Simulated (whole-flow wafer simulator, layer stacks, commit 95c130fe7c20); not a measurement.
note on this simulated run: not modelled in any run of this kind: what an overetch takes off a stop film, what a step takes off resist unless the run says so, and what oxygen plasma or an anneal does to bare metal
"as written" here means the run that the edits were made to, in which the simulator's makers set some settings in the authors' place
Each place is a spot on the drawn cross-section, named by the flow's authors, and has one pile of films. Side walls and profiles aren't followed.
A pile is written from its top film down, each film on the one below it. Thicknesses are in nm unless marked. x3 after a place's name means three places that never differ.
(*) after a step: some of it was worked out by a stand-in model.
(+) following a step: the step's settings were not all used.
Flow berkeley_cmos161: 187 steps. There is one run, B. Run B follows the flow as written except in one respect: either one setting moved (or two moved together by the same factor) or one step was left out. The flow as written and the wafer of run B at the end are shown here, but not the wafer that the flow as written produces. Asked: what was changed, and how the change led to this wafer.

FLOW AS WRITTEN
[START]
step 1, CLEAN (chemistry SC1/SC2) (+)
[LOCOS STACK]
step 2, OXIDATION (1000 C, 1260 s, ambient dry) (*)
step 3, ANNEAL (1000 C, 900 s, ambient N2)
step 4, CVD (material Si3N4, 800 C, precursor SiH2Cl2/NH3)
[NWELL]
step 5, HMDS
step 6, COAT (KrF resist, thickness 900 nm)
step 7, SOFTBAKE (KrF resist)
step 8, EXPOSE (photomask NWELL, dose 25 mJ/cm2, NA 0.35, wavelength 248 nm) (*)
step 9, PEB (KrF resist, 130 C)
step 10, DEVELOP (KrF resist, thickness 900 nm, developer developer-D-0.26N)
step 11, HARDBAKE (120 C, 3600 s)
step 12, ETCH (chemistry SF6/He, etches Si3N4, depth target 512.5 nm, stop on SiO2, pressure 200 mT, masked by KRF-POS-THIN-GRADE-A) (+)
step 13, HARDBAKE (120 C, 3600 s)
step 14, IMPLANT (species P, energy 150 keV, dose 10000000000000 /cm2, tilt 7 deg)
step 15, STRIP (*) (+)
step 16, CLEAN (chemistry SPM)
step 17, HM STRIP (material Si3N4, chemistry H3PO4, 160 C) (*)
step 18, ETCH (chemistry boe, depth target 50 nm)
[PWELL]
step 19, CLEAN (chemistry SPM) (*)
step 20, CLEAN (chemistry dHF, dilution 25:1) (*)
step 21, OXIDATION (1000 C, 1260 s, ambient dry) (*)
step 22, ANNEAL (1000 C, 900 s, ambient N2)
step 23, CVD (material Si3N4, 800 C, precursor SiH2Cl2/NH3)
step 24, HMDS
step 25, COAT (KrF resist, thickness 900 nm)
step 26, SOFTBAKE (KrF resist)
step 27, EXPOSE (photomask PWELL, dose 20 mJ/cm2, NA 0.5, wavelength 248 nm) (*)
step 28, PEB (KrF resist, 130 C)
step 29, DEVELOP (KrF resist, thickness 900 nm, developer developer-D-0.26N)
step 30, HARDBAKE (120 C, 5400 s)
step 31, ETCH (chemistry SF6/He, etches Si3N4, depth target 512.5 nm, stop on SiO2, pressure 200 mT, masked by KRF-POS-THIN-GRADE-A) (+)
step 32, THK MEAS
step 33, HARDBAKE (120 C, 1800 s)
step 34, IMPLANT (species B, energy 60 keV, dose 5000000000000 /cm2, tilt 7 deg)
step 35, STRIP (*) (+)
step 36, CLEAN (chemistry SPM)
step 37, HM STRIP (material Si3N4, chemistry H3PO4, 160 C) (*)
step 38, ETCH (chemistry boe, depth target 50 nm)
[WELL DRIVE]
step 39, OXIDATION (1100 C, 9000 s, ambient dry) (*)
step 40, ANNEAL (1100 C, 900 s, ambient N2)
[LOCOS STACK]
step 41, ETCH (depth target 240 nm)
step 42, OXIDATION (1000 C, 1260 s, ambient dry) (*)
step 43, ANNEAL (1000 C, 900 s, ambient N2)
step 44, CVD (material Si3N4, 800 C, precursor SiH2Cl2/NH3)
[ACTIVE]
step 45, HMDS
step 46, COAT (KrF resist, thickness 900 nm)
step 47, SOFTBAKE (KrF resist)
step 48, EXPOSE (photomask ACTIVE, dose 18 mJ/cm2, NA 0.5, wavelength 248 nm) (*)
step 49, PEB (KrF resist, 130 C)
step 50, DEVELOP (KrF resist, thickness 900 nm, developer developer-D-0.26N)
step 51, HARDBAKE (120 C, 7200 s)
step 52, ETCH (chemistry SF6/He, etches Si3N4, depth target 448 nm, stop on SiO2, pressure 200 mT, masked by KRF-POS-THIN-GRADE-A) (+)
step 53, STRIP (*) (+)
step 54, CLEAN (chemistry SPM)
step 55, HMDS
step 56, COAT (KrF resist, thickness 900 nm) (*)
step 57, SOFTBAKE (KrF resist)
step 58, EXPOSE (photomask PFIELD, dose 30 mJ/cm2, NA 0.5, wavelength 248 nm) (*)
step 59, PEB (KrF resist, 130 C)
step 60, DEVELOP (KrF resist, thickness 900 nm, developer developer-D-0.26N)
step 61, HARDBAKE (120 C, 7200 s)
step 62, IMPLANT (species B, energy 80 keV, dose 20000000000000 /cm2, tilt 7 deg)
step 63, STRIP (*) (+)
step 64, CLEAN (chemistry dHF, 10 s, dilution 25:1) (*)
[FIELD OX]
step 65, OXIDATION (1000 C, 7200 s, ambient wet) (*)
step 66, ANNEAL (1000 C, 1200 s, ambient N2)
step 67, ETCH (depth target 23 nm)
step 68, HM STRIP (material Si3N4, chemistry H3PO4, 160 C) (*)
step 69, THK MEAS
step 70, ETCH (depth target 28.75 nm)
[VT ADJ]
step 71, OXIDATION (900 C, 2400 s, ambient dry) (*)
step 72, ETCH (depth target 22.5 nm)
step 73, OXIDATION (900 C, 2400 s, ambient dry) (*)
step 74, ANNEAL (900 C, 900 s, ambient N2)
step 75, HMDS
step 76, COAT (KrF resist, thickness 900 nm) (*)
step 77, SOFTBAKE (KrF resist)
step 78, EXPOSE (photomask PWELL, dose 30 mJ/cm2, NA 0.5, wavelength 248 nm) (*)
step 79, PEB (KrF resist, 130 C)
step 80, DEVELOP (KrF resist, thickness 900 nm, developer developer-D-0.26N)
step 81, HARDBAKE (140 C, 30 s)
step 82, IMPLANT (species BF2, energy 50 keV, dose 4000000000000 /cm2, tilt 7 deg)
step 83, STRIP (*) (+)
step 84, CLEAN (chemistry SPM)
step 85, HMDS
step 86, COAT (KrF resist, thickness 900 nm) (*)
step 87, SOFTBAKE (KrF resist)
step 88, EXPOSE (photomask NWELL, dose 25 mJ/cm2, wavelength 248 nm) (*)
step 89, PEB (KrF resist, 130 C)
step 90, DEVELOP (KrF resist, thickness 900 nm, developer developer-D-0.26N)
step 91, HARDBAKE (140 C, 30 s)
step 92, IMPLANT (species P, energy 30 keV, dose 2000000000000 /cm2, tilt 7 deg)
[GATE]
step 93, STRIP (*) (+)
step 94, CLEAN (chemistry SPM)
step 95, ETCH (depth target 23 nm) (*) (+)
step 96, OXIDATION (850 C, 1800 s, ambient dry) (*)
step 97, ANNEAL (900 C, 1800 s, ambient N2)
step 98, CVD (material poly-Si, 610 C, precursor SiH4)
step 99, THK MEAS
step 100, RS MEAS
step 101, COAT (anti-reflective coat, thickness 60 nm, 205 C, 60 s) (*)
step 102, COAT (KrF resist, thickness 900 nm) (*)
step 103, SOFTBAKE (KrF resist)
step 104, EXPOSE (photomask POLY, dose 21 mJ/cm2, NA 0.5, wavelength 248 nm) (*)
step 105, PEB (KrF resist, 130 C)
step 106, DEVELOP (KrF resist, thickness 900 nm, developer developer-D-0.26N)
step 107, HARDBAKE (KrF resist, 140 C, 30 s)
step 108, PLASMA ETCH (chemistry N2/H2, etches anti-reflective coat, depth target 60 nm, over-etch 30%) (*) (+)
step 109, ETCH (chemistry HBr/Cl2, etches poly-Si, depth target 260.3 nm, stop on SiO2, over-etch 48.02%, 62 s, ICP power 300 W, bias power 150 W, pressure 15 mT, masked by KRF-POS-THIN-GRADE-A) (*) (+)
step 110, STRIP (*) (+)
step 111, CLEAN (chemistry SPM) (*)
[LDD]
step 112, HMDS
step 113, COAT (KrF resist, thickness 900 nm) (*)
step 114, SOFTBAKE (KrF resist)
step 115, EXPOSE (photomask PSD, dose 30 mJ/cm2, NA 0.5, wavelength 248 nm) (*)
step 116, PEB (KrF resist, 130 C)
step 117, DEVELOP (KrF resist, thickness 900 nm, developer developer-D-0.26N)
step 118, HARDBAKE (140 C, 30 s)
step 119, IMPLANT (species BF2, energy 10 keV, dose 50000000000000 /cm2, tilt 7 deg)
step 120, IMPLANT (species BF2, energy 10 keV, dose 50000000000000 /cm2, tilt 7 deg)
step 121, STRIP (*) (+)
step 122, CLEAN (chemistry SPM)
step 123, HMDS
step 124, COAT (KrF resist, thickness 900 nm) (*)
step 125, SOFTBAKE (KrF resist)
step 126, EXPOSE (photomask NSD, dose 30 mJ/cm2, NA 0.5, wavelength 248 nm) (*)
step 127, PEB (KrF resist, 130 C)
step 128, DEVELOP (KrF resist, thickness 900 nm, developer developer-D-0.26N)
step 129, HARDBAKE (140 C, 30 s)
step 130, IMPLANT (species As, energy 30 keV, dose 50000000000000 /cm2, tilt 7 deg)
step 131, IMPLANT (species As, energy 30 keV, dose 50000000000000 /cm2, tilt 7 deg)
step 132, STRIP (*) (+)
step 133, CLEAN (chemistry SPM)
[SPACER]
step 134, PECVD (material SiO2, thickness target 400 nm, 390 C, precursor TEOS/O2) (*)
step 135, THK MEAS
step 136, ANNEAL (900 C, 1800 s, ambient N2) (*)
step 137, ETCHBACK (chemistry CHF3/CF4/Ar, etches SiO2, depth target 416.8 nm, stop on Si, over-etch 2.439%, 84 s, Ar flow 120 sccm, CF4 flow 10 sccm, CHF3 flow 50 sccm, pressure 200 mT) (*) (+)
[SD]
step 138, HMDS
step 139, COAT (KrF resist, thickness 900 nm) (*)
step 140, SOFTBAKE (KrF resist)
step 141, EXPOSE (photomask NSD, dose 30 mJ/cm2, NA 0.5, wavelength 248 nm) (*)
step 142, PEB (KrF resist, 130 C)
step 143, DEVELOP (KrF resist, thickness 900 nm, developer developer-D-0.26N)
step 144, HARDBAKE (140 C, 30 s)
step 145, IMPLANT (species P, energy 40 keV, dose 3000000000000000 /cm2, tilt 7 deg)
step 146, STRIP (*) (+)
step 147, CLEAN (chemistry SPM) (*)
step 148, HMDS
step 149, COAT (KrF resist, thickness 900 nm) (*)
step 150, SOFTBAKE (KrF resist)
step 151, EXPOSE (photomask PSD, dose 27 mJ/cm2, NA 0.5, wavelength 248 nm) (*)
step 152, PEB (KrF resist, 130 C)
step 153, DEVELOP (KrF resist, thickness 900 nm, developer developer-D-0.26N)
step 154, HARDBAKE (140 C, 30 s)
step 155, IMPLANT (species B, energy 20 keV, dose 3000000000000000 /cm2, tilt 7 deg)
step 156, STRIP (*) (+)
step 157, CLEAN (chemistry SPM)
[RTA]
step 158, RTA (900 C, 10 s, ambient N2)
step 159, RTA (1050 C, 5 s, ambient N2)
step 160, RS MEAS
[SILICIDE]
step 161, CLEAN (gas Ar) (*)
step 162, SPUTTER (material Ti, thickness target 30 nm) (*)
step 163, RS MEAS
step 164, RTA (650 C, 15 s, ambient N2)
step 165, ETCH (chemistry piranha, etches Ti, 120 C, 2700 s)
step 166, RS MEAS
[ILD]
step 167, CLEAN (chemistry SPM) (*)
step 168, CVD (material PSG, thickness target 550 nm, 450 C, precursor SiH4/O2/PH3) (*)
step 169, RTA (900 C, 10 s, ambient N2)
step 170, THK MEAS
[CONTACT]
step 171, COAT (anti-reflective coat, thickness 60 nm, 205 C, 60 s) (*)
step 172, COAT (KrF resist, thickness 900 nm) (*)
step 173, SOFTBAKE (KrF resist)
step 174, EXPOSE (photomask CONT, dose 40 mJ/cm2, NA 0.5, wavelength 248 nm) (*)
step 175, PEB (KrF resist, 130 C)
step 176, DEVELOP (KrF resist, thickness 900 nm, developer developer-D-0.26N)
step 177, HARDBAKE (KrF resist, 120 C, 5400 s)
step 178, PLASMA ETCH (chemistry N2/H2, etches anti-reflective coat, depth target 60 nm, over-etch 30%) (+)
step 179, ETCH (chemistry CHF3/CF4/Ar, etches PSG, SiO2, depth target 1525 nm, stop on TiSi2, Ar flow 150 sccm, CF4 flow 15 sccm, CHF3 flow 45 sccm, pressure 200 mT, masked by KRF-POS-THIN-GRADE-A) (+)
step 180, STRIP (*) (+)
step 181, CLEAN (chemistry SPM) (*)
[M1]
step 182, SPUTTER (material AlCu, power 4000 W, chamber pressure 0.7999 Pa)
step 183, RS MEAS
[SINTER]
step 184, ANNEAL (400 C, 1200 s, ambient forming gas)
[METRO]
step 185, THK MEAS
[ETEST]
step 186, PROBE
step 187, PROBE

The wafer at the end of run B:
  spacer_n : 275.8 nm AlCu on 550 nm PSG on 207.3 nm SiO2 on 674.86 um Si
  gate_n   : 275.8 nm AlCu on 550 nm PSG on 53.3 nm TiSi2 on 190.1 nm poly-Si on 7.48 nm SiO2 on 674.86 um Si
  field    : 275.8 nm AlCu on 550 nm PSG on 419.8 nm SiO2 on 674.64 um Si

What caused this: step 70, ETCH: depth target 17.25 nm was run, while the flow as written has depth target 28.75 nm.

How this came from the change, step by step:
  step 70, ETCH (depth target 28.75 nm)
      spacer_n, gate_n, spacer_p, gate_p, contact, m1: SiO2 loses 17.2 (in the flow as written it would be: SiO2 loses 24.8 (all of it))
      sd_n, sd_p: SiO2 loses 17.2 (in the flow as written it would be: SiO2 loses 25 (all of it))
      (as well as at 1 more place)
  step 71, OXIDATION (900 C, 2400 s, ambient dry) (*)
      spacer_n, gate_n, spacer_p, gate_p, contact, m1: SiO2 gains 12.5, Si loses 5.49 (in the flow as written it would be: SiO2 gains 14.9 (new film), Si loses 6.57)
      sd_n, sd_p: SiO2 gains 12.4, Si loses 5.47 (in the flow as written it would be: SiO2 gains 14.9 (new film), Si loses 6.57)
  step 72, ETCH (depth target 22.5 nm)
      spacer_n, gate_n, spacer_p, gate_p, contact, m1: SiO2 loses 20 (all of it) (in the flow as written it would be: SiO2 loses 14.9 (all of it))
      sd_n, sd_p: SiO2 loses 20.2 (all of it) (in the flow as written it would be: SiO2 loses 14.9 (all of it))
  step 101, COAT (anti-reflective coat, thickness 60 nm, 205 C, 60 s) (*)
      sd_n: anti-reflective coat gains 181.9 (new film) (in the flow as written it would be: anti-reflective coat gains 173.5 (new film))
      spacer_n: anti-reflective coat gains 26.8 (new film) (in the flow as written it would be: anti-reflective coat gains 28.7 (new film))
      (as well as at 4 more places)
  step 108, PLASMA ETCH (chemistry N2/H2, etches anti-reflective coat, depth target 60 nm, over-etch 30%) (*) (+)
      sd_n: anti-reflective coat loses 181.9 (all of it), poly-Si loses 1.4 (in the flow as written it would be: anti-reflective coat loses 173.5 (all of it), poly-Si loses 1.33)
      spacer_n: anti-reflective coat loses 26.8 (all of it), poly-Si loses 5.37 (in the flow as written it would be: anti-reflective coat loses 28.7 (all of it), poly-Si loses 5.05)
      (as well as at 2 more places)
  step 110, STRIP (*) (+)
      gate_n: chemical SiO2 gains 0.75 (new film), KrF resist loses 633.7 (all of it), anti-reflective coat loses 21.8 (all of it), poly-Si loses 0.33 (in the flow as written it would be: chemical SiO2 gains 0.75 (new film), KrF resist loses 626.8 (all of it), anti-reflective coat loses 23.7 (all of it), poly-Si loses 0.33)
      gate_p: chemical SiO2 gains 0.75 (new film), KrF resist loses 602.2 (all of it), anti-reflective coat loses 26.9 (all of it), poly-Si loses 0.33 (in the flow as written it would be: chemical SiO2 gains 0.75 (new film), KrF resist loses 598.2 (all of it), anti-reflective coat loses 27.9 (all of it), poly-Si loses 0.33)
  step 171, COAT (anti-reflective coat, thickness 60 nm, 205 C, 60 s) (*)
      sd_n: anti-reflective coat gains 158.2 (new film) (in the flow as written it would be: anti-reflective coat gains 149.7 (new film))
      m1: anti-reflective coat gains 100.3 (new film) (in the flow as written it would be: anti-reflective coat gains 97.8 (new film))
  step 180, STRIP (*) (+)
      sd_n: KrF resist loses 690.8 (all of it), anti-reflective coat loses 158.2 (all of it) (in the flow as written it would be: KrF resist loses 692.5 (all of it), anti-reflective coat loses 149.7 (all of it))
      m1: KrF resist loses 743.8 (all of it), anti-reflective coat loses 100.3 (all of it) (in the flow as written it would be: KrF resist loses 739.9 (all of it), anti-reflective coat loses 97.8 (all of it))
